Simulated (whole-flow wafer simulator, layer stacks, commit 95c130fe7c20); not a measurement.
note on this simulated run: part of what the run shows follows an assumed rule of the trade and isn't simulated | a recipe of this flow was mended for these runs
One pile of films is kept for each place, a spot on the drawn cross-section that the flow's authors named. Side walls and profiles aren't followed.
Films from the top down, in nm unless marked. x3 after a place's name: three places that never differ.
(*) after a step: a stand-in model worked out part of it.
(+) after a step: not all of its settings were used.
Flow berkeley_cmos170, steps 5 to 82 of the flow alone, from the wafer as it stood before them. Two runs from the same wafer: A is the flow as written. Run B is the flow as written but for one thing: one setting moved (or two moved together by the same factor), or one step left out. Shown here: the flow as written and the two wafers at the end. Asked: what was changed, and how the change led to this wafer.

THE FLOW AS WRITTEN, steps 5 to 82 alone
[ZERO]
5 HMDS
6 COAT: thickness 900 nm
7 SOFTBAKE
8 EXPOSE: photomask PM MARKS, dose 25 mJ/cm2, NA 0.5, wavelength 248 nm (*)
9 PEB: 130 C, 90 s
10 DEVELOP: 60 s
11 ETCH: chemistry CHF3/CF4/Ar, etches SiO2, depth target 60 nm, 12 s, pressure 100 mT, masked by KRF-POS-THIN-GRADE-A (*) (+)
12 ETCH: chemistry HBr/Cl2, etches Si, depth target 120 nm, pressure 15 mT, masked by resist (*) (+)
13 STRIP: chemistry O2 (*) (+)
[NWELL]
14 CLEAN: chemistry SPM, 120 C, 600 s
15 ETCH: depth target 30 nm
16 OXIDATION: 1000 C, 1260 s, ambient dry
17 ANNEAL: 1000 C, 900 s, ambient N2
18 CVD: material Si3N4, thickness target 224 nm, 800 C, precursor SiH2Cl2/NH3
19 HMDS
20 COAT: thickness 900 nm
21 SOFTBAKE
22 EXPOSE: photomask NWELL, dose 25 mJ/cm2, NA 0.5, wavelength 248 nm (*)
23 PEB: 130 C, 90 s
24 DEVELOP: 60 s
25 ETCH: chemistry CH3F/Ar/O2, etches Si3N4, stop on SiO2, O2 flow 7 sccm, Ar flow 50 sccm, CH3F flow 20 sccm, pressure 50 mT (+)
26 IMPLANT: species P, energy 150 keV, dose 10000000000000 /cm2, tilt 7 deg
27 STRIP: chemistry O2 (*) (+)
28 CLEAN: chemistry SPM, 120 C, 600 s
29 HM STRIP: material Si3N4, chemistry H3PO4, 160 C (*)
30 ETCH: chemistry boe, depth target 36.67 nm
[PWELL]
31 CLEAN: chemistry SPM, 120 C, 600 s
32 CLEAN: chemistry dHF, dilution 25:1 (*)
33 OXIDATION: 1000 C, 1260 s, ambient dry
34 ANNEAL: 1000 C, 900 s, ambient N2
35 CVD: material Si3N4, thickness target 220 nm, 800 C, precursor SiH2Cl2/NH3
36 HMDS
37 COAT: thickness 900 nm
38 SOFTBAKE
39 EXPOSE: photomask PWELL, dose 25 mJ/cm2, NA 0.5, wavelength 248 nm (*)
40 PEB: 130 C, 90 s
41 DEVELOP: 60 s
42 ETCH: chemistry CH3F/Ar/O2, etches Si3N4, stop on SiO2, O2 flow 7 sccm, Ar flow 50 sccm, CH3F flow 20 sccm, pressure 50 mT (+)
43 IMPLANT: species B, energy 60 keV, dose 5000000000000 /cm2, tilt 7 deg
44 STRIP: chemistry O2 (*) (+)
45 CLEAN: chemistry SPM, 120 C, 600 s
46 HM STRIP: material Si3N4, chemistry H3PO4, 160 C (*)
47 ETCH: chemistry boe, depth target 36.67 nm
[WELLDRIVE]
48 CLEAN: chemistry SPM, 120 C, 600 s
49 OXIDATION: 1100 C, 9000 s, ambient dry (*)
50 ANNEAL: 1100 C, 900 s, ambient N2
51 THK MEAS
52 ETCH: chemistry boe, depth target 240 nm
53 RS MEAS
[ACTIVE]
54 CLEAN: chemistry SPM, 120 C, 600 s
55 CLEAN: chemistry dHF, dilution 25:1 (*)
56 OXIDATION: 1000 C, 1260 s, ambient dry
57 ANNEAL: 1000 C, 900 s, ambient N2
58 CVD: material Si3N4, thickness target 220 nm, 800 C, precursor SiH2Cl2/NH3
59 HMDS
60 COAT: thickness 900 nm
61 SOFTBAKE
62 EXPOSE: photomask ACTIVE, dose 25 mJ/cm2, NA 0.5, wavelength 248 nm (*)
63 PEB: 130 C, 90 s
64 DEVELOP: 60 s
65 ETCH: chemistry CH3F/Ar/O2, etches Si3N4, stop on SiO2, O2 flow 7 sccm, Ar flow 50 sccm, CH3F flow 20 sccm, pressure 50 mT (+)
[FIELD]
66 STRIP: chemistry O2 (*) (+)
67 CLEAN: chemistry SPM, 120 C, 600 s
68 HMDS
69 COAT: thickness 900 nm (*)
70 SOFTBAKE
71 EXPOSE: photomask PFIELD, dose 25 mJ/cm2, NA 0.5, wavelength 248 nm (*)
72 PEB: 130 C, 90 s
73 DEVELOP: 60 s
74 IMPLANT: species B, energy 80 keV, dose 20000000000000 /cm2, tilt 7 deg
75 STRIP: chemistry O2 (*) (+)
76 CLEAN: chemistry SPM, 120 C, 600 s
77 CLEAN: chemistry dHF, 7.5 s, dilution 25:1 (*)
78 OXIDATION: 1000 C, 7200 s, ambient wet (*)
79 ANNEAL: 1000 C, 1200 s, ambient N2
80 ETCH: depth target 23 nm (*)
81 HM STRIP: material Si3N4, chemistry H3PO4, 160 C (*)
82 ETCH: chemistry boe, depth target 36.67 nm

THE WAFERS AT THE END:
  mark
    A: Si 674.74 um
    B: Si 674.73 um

The cause: step 12, ETCH: depth target 138 nm was run, where the flow has depth target 120 nm.

How the change led to this, step by step:
  12 ETCH: chemistry HBr/Cl2, etches Si, depth target 120 nm, pressure 15 mT, masked by resist (*) (+)
      field, sd_n, spacer_n and 9 more: A KrF-resist -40 | B KrF-resist -46
      mark: A Si -120 | B Si -138
